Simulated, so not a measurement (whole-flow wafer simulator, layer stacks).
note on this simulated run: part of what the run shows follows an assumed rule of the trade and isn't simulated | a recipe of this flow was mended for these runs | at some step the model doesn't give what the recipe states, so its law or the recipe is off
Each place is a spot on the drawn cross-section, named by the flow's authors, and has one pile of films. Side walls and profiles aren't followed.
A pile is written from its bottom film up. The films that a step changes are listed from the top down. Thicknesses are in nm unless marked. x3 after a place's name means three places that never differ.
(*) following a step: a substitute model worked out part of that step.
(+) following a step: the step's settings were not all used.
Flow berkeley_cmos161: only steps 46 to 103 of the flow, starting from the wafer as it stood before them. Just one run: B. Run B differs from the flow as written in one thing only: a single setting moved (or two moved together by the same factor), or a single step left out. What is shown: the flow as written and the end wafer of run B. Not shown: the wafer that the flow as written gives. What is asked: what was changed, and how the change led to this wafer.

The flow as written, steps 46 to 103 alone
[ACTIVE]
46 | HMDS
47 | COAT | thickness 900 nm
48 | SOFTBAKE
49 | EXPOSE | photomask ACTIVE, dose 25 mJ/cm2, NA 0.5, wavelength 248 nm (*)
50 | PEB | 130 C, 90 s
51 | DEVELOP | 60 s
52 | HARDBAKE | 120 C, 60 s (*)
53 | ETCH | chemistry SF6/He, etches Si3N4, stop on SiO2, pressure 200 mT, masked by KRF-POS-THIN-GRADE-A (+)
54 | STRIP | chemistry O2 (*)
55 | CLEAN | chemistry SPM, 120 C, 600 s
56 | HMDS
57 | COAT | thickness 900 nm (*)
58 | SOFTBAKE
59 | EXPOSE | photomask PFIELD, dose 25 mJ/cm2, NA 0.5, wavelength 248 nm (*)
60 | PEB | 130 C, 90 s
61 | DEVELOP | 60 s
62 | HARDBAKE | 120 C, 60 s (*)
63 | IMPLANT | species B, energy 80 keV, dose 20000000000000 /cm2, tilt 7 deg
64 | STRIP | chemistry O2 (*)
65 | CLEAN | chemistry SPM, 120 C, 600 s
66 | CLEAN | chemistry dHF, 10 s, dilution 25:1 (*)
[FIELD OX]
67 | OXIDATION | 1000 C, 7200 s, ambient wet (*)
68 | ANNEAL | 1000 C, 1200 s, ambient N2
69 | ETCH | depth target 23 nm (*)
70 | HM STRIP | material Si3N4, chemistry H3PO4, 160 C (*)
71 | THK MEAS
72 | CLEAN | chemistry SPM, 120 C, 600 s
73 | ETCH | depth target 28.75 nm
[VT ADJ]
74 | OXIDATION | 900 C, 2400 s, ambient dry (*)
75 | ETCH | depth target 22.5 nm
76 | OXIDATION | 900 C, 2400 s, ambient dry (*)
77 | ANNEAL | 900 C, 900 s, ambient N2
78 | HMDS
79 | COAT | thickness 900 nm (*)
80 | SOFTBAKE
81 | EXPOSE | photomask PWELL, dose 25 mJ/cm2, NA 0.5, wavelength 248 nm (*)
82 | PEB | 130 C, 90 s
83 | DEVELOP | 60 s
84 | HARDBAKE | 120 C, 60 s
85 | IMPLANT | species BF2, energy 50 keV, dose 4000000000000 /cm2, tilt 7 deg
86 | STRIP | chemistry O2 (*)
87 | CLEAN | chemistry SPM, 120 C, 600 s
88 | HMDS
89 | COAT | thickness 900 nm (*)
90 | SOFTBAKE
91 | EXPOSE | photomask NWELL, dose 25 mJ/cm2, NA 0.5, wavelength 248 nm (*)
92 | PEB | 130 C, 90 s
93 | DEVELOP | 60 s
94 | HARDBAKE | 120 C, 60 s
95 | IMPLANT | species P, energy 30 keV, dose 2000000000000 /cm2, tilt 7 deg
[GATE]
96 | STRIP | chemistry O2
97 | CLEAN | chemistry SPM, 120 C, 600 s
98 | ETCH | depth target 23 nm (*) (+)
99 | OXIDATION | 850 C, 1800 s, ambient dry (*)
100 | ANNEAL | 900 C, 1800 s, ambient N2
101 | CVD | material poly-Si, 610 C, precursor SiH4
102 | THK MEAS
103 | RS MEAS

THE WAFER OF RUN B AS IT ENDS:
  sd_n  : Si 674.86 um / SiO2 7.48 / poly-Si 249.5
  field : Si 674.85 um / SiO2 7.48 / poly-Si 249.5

Cause: step 67, OXIDATION: 1000 C, 7200 s, ambient wet (*), was omitted.

The path from the change to this, step by step:
  69 | ETCH | depth target 23 nm (*)
      sd_n, spacer_n, gate_n, sd_p, spacer_p, gate_p, contact, m1: -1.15 Si3N4 (as written it would have been: -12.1 SiO2 (all of it), -0.54 Si3N4)
      field: -16.3 SiO2 (all of it) (as written it would have been: -23 SiO2)
  70 | HM STRIP | material Si3N4, chemistry H3PO4, 160 C (*)
      field: +0.5 chemical SiO2 (new film), -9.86 Si (as written it would have been: -14.5 SiO2)
      sd_n, spacer_n, gate_n, sd_p, spacer_p, gate_p, contact, m1: -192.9 Si3N4 (all of it), -8.97 SiO2 (as written it would have been: -186.8 Si3N4 (all of it), -8.69 SiO2)
  73 | ETCH | depth target 28.75 nm
      field: -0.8 chemical SiO2 (all of it) (as written it would have been: -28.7 SiO2)
  74 | OXIDATION | 900 C, 2400 s, ambient dry (*)
      field: +14.9 SiO2 (new film), -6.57 Si (as written it would have been: +1.58 SiO2, -0.69 Si)
  75 | ETCH | depth target 22.5 nm
      field: -14.9 SiO2 (all of it) (as written it would have been: -22.5 SiO2)
  76 | OXIDATION | 900 C, 2400 s, ambient dry (*)
      field: +14.9 SiO2 (new film), -6.57 Si (as written it would have been: +1.63 SiO2, -0.72 Si)
  79 | COAT | thickness 900 nm (*)
      field: +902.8 KrF-resist (new film) (as written it would have been: +838.3 KrF-resist (new film))
      sd_n: +894.8 KrF-resist (new film) (as written it would have been: +1020.9 KrF-resist (new film))
      (also at 7 further places)
  83 | DEVELOP | 60 s
      field: -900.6 KrF-resist (all of it) (as written it would have been: -836.4 KrF-resist (all of it))
      sd_n: -892.7 KrF-resist (all of it) (as written it would have been: -1018.4 KrF-resist (all of it))
      (also at 4 further places)
  84 | HARDBAKE | 120 C, 60 s
      sd_p: -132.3 KrF-resist (as written it would have been: -147.7 KrF-resist)
      spacer_p: -132.4 KrF-resist (as written it would have been: -144.7 KrF-resist)
      (also at 1 further place)
  86 | STRIP | chemistry O2 (*)
      sd_p: -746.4 KrF-resist (all of it) (as written it would have been: -834.2 KrF-resist (all of it))
      spacer_p: -747 KrF-resist (all of it) (as written it would have been: -816.9 KrF-resist (all of it))
      (also at 1 further place)
  89 | COAT | thickness 900 nm (*)
      field: +902.8 KrF-resist (new film) (as written it would have been: +838.3 KrF-resist (new film))
      sd_n: +894.8 KrF-resist (new film) (as written it would have been: +1020.9 KrF-resist (new film))
      (also at 7 further places)
  93 | DEVELOP | 60 s
      sd_p: -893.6 KrF-resist (all of it) (as written it would have been: -996.9 KrF-resist (all of it))
      spacer_p: -894.3 KrF-resist (all of it) (as written it would have been: -976.5 KrF-resist (all of it))
      (also at 1 further place)
  94 | HARDBAKE | 120 C, 60 s
      spacer_n, gate_n: -132.4 KrF-resist (as written it would have been: -145.2 KrF-resist)
      field: -133.3 KrF-resist (as written it would have been: -123.7 KrF-resist)
      (also at 3 further places)
  96 | STRIP | chemistry O2
      field: -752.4 KrF-resist (all of it) (as written it would have been: -697.7 KrF-resist (all of it))
      sd_n: -745.6 KrF-resist (all of it) (as written it would have been: -852.5 KrF-resist (all of it))
      (also at 4 further places)
  98 | ETCH | depth target 23 nm (*) (+)
      field: -14.9 SiO2 (all of it) (as written it would have been: -23 SiO2)
  99 | OXIDATION | 850 C, 1800 s, ambient dry (*)
      field: +7.48 SiO2 (new film), -3.29 Si (as written it would have been: +0.5 SiO2, -0.22 Si)
